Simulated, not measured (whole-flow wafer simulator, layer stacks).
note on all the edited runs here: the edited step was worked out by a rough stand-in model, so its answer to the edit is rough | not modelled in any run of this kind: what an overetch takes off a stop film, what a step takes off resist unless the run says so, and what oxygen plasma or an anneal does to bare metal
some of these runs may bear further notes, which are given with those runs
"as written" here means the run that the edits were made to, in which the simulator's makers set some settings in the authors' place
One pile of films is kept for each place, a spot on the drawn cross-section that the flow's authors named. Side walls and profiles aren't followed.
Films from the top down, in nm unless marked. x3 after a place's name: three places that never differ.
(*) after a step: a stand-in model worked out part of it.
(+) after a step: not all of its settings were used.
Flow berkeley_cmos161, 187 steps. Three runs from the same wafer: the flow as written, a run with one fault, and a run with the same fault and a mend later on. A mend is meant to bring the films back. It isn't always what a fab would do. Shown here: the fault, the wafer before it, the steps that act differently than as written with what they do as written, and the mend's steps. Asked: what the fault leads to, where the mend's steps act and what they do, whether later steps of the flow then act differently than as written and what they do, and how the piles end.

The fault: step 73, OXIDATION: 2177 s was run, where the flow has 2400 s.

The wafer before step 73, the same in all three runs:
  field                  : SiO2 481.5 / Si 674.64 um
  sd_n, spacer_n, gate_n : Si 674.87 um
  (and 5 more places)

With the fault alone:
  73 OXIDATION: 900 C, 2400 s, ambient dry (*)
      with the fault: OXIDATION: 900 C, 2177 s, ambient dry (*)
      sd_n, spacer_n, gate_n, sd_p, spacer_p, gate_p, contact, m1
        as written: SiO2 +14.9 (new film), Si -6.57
        with the fault: SiO2 +14 (new film), Si -6.18
  Later steps of the flow that act differently than as written (43 more steps differ only slightly, by at most 2% or 0.5 nm, whichever is larger, and aren't shown):
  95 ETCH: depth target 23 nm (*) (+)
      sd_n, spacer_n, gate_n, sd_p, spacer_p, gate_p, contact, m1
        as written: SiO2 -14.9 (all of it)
        with the fault: SiO2 -14 (all of it)
  At the end the piles differ from the flow's only slightly at the places that both follow, by at most 2% or 0.5 nm, whichever is larger.

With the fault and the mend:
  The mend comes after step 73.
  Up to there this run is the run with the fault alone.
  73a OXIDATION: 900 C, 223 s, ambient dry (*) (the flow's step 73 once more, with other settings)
      sd_n, spacer_n, gate_n, sd_p, spacer_p, gate_p, contact, m1
        SiO2 +0.89, Si -0.39
      field
        SiO2 +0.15, Si -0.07
  No later step of the flow acts differently than as written at any place that is followed.
  At the end the piles are the same as the flow's at every place that both follow.
